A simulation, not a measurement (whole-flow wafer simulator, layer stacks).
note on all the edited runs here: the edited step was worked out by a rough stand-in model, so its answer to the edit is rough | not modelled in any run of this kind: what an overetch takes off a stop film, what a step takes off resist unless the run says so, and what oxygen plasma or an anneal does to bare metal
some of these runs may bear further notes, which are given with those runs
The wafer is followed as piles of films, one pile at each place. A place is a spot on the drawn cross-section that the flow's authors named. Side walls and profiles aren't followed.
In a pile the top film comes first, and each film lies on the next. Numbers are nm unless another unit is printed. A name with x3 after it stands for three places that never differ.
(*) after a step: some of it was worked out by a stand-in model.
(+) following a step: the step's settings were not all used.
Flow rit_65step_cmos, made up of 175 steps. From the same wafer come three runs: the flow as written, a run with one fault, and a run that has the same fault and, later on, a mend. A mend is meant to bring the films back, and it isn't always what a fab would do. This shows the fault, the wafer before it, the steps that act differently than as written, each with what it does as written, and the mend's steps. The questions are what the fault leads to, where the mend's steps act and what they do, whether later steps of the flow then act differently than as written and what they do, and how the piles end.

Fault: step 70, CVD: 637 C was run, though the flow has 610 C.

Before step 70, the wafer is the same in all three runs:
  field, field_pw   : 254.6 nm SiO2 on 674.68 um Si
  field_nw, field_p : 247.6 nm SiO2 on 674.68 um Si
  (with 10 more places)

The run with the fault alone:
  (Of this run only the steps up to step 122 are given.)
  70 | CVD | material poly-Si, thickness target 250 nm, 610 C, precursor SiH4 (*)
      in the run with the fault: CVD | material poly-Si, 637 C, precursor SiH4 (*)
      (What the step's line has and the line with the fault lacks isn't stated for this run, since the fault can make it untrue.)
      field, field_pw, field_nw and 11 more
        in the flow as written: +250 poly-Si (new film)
        in the run with the fault: +390.4 poly-Si (new film)
  Later steps of the flow acting differently than as written (3 more steps, not shown, differ only slightly: by at most 2% or 0.5 nm, whichever is larger):
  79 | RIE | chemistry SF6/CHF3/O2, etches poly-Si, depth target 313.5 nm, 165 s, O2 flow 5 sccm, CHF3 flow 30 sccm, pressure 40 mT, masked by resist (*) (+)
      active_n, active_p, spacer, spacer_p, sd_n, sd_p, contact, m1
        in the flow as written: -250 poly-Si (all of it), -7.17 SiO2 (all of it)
        in the run with the fault: -313.5 poly-Si
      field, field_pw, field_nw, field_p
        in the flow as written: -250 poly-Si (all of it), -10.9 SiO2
        in the run with the fault: -313.5 poly-Si
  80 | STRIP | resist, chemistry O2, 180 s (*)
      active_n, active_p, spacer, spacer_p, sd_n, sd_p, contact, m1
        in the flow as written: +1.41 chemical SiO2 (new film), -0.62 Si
        in the run with the fault: +1.41 chemical SiO2 (new film), -0.62 poly-Si
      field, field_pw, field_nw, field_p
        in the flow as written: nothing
        in the run with the fault: +1.41 chemical SiO2 (new film), -0.62 poly-Si
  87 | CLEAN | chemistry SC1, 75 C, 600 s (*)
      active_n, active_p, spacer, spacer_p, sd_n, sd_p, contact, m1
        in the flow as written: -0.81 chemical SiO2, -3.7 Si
        in the run with the fault: -0.81 chemical SiO2, -3.7 poly-Si
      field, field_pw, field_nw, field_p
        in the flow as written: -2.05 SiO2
        in the run with the fault: -0.81 chemical SiO2, -3.7 poly-Si
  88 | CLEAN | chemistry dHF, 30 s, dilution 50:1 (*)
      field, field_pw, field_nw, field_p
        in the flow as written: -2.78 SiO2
        in the run with the fault: -0.6 chemical SiO2 (all of it)
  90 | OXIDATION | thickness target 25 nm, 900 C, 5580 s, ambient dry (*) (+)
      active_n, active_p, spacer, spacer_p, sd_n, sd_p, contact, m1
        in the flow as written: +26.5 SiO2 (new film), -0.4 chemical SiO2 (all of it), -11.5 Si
        in the run with the fault: +28.9 SiO2 (new film), -0.4 chemical SiO2 (all of it), -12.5 poly-Si
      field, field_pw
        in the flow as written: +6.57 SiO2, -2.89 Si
        in the run with the fault: +28.9 SiO2 (new film), -0.4 chemical SiO2 (all of it), -12.5 poly-Si
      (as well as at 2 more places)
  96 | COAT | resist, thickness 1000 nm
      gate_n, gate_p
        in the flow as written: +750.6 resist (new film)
        in the run with the fault: +700.9 resist (new film)
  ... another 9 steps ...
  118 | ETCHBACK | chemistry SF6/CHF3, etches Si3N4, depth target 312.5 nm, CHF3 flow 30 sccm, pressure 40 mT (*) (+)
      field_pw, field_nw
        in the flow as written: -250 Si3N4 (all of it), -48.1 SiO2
        in the run with the fault: -250 Si3N4 (all of it), -24.1 SiO2 (all of it), -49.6 poly-Si
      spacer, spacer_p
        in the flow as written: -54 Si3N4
        in the run with the fault: +0.96 Si3N4
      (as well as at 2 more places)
  The piles after step 122 differ from the flow's at field, field_pw, field_nw, field_p, gate_n, gate_p, spacer, spacer_p by more than 2% or 0.5 nm, whichever is larger.
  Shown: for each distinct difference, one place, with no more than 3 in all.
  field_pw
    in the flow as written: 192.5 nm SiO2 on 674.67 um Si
    in the run with the fault: 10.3 nm poly-Si on 254.6 nm SiO2 on 674.68 um Si
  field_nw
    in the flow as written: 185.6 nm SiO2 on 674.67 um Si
    in the run with the fault: 10.3 nm poly-Si on 247.6 nm SiO2 on 674.68 um Si
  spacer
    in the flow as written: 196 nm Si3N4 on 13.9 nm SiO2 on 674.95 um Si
    in the run with the fault: 251 nm Si3N4 on 16.3 nm SiO2 on 59.8 nm poly-Si on 7.17 nm SiO2 on 674.97 um Si

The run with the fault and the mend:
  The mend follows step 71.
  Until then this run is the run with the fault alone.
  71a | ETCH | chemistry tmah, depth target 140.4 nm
      field, field_pw, field_nw and 11 more
        -140.4 poly-Si
  None of the later steps of the flow differs from how it acts as written, at any place that is followed, by more than 2% or 0.5 nm, whichever is larger.
  By the end, the piles equal the flow's at every place that both follow.
